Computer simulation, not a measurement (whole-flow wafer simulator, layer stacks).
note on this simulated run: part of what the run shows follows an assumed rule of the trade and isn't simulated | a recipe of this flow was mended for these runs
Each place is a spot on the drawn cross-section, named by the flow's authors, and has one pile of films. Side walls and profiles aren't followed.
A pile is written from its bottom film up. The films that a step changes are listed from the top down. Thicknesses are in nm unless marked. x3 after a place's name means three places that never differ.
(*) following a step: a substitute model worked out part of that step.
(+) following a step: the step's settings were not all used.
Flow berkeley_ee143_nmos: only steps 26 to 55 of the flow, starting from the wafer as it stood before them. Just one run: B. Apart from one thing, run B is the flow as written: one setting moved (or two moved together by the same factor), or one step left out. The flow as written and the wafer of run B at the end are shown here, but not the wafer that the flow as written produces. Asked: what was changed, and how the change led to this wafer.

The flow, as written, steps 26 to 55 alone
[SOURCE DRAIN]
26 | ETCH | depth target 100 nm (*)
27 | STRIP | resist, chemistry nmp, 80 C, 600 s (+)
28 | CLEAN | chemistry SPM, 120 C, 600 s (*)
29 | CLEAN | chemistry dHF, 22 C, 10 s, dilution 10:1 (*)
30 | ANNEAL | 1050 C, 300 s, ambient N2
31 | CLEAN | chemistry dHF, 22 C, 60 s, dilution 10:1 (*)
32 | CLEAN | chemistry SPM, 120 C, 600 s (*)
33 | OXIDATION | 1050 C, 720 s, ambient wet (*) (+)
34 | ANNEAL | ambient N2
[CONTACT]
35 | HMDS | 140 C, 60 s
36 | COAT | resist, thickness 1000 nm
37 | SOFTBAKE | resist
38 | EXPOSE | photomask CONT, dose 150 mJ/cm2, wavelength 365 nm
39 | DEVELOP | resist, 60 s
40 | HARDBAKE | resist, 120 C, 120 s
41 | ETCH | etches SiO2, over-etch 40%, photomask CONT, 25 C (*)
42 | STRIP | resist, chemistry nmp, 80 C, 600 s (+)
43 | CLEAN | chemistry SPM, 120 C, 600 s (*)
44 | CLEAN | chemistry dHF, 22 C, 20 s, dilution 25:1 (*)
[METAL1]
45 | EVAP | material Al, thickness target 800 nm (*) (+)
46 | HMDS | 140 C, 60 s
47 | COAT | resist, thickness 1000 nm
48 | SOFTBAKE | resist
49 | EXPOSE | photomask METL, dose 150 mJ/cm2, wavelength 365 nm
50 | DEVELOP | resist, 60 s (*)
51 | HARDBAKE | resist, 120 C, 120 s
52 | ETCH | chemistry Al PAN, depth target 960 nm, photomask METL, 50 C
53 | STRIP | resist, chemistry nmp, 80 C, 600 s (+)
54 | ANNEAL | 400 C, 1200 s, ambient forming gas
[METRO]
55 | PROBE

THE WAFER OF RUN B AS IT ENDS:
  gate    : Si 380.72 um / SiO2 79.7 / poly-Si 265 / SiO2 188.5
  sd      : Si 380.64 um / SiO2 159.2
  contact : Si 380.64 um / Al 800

The reason: step 33, OXIDATION: 1032 C was run, while the flow as written has 1050 C.

The path from the change to this, step by step:
  33 | OXIDATION | 1050 C, 720 s, ambient wet (*) (+)
      sd, contact: +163 SiO2 (new film), -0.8 chemical SiO2 (all of it), -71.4 Si (it would be, as written: +189.4 SiO2 (new film), -0.8 chemical SiO2 (all of it), -83 Si)
      gate: +192.4 SiO2 (new film), -0.8 chemical SiO2 (all of it), -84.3 poly-Si (it would be, as written: +217.6 SiO2 (new film), -0.8 chemical SiO2 (all of it), -95.4 poly-Si)
      (as well as at 1 more place)
  41 | ETCH | etches SiO2, over-etch 40%, photomask CONT, 25 C (*)
      contact: -163 SiO2 (all of it) (it would be, as written: -189.4 SiO2 (all of it))
